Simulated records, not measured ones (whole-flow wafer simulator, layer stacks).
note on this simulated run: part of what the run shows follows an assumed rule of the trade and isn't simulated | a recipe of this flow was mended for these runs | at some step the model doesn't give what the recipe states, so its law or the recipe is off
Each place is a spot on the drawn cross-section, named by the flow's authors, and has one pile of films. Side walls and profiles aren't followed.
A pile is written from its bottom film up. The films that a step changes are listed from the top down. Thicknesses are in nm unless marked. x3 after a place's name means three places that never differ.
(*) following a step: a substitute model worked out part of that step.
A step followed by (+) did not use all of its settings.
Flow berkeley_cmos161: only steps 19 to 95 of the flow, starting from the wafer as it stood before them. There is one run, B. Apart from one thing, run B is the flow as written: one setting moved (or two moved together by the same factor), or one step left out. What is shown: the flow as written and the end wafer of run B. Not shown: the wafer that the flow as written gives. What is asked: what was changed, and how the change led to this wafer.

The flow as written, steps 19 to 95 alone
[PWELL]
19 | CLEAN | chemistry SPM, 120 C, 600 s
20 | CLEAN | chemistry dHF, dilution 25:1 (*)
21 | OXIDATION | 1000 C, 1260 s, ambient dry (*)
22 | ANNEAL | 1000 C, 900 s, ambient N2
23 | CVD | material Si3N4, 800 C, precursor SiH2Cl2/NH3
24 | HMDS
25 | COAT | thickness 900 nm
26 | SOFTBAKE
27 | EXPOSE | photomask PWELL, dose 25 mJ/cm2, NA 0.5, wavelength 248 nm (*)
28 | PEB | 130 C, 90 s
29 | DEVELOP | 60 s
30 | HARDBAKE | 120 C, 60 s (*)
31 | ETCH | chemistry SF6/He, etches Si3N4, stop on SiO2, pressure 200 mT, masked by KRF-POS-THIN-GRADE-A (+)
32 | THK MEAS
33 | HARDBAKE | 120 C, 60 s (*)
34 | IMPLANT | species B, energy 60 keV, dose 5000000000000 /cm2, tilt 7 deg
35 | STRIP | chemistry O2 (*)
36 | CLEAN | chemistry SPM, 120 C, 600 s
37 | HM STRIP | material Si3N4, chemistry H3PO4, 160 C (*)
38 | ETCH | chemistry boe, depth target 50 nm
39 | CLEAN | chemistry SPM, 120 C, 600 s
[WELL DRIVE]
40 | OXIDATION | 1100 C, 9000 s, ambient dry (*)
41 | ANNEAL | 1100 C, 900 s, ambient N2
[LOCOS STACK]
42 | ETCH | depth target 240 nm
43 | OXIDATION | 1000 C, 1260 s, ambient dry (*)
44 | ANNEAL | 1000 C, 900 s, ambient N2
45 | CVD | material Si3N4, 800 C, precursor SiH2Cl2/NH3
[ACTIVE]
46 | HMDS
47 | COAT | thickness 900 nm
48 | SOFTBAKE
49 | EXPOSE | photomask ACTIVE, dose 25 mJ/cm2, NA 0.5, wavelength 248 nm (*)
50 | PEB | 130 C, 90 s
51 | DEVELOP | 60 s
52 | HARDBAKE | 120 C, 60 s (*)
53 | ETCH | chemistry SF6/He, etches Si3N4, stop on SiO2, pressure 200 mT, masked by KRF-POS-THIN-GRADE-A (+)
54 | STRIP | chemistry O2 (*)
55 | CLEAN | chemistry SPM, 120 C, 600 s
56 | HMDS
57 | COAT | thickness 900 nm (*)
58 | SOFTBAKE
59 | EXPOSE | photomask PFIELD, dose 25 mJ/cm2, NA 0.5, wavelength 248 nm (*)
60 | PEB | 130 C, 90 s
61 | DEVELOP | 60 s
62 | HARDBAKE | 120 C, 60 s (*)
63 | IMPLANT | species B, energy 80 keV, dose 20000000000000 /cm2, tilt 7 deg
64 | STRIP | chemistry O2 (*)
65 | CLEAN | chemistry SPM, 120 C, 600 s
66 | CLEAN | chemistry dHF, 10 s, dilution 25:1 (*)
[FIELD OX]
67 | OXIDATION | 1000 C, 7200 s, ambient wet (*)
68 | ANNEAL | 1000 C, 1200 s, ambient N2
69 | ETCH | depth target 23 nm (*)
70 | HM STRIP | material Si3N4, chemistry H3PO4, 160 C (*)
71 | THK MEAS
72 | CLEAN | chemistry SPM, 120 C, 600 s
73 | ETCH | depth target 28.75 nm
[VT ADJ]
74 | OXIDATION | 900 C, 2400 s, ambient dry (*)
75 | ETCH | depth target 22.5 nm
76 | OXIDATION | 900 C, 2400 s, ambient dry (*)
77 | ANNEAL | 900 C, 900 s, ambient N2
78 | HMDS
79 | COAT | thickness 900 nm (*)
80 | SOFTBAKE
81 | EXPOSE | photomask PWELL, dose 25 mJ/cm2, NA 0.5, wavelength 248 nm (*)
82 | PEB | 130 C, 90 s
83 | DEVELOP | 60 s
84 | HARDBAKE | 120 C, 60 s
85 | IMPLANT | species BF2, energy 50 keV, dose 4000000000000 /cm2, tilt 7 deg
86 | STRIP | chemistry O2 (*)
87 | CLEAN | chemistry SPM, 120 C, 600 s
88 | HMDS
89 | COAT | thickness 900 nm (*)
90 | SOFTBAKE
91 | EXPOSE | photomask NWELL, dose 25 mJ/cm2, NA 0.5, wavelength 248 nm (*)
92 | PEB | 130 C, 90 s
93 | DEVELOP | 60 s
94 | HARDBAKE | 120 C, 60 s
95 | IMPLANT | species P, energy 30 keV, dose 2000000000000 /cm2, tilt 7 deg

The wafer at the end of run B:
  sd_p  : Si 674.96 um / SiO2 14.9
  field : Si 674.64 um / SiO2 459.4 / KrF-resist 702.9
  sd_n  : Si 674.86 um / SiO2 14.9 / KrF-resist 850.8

Cause: step 37, HM STRIP: material Si3N4, chemistry H3PO4, 160 C (*), was not run.

The path from the change to this, step by step:
  38 | ETCH | chemistry boe, depth target 50 nm
      sd_p, spacer_p, gate_p: -0.5 Si3N4 (in the flow as written it would be: -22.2 SiO2 (all of it))
      field, sd_n, spacer_n, gate_n, contact, m1: -21.8 SiO2 (all of it) (in the flow as written it would be: -10.2 SiO2 (all of it))
  39 | CLEAN | chemistry SPM, 120 C, 600 s
      sd_p, spacer_p, gate_p: nothing (in the flow as written it would be: +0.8 chemical SiO2 (new film), -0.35 Si)
  40 | OXIDATION | 1100 C, 9000 s, ambient dry (*)
      sd_p, spacer_p, gate_p: nothing (in the flow as written it would be: +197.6 SiO2 (new film), -0.8 chemical SiO2 (all of it), -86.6 Si)
  42 | ETCH | depth target 240 nm
      sd_p, spacer_p, gate_p: -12 Si3N4 (in the flow as written it would be: -197.6 SiO2 (all of it))
  43 | OXIDATION | 1000 C, 1260 s, ambient dry (*)
      sd_p, spacer_p, gate_p: nothing (in the flow as written it would be: +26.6 SiO2 (new film), -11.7 Si)
  45 | CVD | material Si3N4, 800 C, precursor SiH2Cl2/NH3
      sd_p, spacer_p, gate_p: +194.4 Si3N4 (in the flow as written it would be: +194.4 Si3N4 (new film))
  47 | COAT | thickness 900 nm
      sd_p: +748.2 KrF-resist (new film) (in the flow as written it would be: +900 KrF-resist (new film))
      spacer_p: +776.8 KrF-resist (new film) (in the flow as written it would be: +900 KrF-resist (new film))
      (also at 1 further place)
  54 | STRIP | chemistry O2 (*)
      sd_n: -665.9 KrF-resist (all of it) (in the flow as written it would be: -648.2 KrF-resist (all of it))
      sd_p: -496.8 KrF-resist (all of it) (in the flow as written it would be: -648.2 KrF-resist (all of it))
      (also at 2 further places)
  57 | COAT | thickness 900 nm (*)
      sd_p: +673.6 KrF-resist (new film) (in the flow as written it would be: +813.7 KrF-resist (new film))
      spacer_p: +717.7 KrF-resist (new film) (in the flow as written it would be: +830 KrF-resist (new film))
      (also at 1 further place)
  64 | STRIP | chemistry O2 (*)
      sd_p: -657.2 KrF-resist (all of it) (in the flow as written it would be: -796.9 KrF-resist (all of it))
      spacer_p: -701.2 KrF-resist (all of it) (in the flow as written it would be: -813.2 KrF-resist (all of it))
      (also at 1 further place)
  67 | OXIDATION | 1000 C, 7200 s, ambient wet (*)
      sd_p: +12.1 SiO2 (new film), -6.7 Si3N4 (in the flow as written it would be: +12.1 SiO2 (new film), -6.7 Si3N4, +0.25 SiO2, -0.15 Si)
  70 | HM STRIP | material Si3N4, chemistry H3PO4, 160 C (*)
      sd_p, spacer_p, gate_p: -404 Si3N4 (all of it), -18.8 SiO2 (in the flow as written it would be: -186.8 Si3N4 (all of it), -8.69 SiO2)
      field: -31.4 SiO2 (in the flow as written it would be: -14.5 SiO2)
  73 | ETCH | depth target 28.75 nm
      spacer_p, gate_p: -7.75 SiO2 (all of it) (in the flow as written it would be: -17.9 SiO2 (all of it))
      sd_p: -7.76 SiO2 (all of it) (in the flow as written it would be: -18.1 SiO2 (all of it))
  79 | COAT | thickness 900 nm (*)
      sd_p: +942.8 KrF-resist (new film) (in the flow as written it would be: +999.3 KrF-resist (new film))
      spacer_p: +934.5 KrF-resist (new film) (in the flow as written it would be: +978.9 KrF-resist (new film))
      (also at 1 further place)
  84 | HARDBAKE | 120 C, 60 s
      sd_p: -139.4 KrF-resist (in the flow as written it would be: -147.7 KrF-resist)
      spacer_p: -138.1 KrF-resist (in the flow as written it would be: -144.7 KrF-resist)
      (also at 1 further place)
  86 | STRIP | chemistry O2 (*)
      sd_p: -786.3 KrF-resist (all of it) (in the flow as written it would be: -834.2 KrF-resist (all of it))
      spacer_p: -779.3 KrF-resist (all of it) (in the flow as written it would be: -816.9 KrF-resist (all of it))
      (also at 1 further place)
  ... 1 further step ...
  93 | DEVELOP | 60 s
      sd_p: -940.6 KrF-resist (all of it) (in the flow as written it would be: -996.9 KrF-resist (all of it))
      spacer_p: -932.3 KrF-resist (all of it) (in the flow as written it would be: -976.5 KrF-resist (all of it))
      (also at 1 further place)
